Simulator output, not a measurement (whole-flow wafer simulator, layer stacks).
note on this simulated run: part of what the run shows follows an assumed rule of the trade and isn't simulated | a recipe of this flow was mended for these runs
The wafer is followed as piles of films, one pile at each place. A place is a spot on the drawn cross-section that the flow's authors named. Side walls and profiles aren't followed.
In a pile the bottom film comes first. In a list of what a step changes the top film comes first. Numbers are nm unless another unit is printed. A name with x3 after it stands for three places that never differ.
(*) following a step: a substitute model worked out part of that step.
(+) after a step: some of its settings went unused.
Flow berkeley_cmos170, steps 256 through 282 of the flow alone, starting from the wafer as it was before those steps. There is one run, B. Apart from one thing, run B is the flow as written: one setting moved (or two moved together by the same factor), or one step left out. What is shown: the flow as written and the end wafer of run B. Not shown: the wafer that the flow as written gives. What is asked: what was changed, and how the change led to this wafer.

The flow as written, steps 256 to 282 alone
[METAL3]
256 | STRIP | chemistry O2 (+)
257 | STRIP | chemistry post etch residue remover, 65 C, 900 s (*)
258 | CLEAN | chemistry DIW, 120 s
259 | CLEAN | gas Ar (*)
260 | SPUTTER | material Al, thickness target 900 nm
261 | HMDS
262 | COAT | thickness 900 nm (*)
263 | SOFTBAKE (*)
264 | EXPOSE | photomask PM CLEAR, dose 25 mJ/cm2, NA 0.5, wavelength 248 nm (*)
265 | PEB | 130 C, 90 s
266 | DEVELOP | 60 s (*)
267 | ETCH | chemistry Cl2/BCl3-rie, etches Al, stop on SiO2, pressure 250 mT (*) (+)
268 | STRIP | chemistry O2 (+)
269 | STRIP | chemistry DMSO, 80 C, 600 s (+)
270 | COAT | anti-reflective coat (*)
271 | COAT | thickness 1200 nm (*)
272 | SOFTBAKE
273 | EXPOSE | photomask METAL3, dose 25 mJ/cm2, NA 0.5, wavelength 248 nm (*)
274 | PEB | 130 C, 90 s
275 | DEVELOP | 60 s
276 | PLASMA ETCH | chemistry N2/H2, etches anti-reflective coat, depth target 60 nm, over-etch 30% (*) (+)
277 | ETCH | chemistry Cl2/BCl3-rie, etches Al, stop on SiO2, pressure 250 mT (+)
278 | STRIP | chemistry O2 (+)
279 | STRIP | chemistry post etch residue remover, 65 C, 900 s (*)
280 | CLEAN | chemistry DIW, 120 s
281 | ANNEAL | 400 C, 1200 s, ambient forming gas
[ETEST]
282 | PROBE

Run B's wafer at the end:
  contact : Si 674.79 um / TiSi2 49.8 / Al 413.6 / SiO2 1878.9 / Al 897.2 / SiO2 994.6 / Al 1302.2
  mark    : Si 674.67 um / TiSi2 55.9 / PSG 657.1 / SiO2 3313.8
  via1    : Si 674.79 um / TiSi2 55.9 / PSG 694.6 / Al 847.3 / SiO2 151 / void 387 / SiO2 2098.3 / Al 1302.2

What caused this: step 260, SPUTTER: thickness target 1305 nm was run, though the flow has thickness target 900 nm.

The path from the change to this, step by step:
  260 | SPUTTER | material Al, thickness target 900 nm
      field, mark, sd_n and 9 more: +1305 Al (new film) (in the flow as written it would be: +900 Al (new film))
      via2: +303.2 Al (in the flow as written it would be: +259.4 Al)
  262 | COAT | thickness 900 nm (*)
      via2: +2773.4 KrF-resist (new film) (in the flow as written it would be: +2428.6 KrF-resist (new film))
  265 | PEB | 130 C, 90 s
      via2: -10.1 KrF-resist (in the flow as written it would be: -7.55 KrF-resist)
  267 | ETCH | chemistry Cl2/BCl3-rie, etches Al, stop on SiO2, pressure 250 mT (*) (+)
      field, sd_n, spacer_n and 9 more: -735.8 KrF-resist (in the flow as written it would be: -533.3 KrF-resist)
      mark: -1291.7 Al (all of it), -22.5 SiO2 (in the flow as written it would be: -886.7 Al (all of it), -22.5 SiO2)
  268 | STRIP | chemistry O2 (+)
      field, spacer_n, gate_n: -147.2 KrF-resist (all of it) (in the flow as written it would be: -349.7 KrF-resist (all of it))
      sd_n: -146.4 KrF-resist (all of it) (in the flow as written it would be: -349 KrF-resist (all of it))
      (and at 8 other places as well)
  270 | COAT | anti-reflective coat (*)
      via2: +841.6 anti-reflective coat (new film) (in the flow as written it would be: +671.1 anti-reflective coat (new film))
  271 | COAT | thickness 1200 nm (*)
      m1: +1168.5 KrF-resist (new film) (in the flow as written it would be: +1194.3 KrF-resist (new film))
      m2: +1171 KrF-resist (new film) (in the flow as written it would be: +1207.4 KrF-resist (new film))
      (and at 1 other place as well)
  274 | PEB | 130 C, 90 s
      via2: -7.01 KrF-resist (in the flow as written it would be: -6.08 KrF-resist)
  277 | ETCH | chemistry Cl2/BCl3-rie, etches Al, stop on SiO2, pressure 250 mT (+)
      field, sd_n, spacer_n, gate_n, sd_p, spacer_p, gate_p: -1305 Al (all of it), -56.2 SiO2 (in the flow as written it would be: -900 Al (all of it), -56.2 SiO2)
      contact, m1, via1, m2, via2: -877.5 KrF-resist (in the flow as written it would be: -675 KrF-resist)
      (and at 1 other place as well)
  278 | STRIP | chemistry O2 (+)
      contact: -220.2 KrF-resist (all of it), -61 anti-reflective coat (all of it) (in the flow as written it would be: -424 KrF-resist (all of it), -61.1 anti-reflective coat (all of it))
      m1: -195.3 KrF-resist (all of it), -41.3 anti-reflective coat (all of it) (in the flow as written it would be: -423.6 KrF-resist (all of it), -40.9 anti-reflective coat (all of it))
      (and at 3 other places as well)
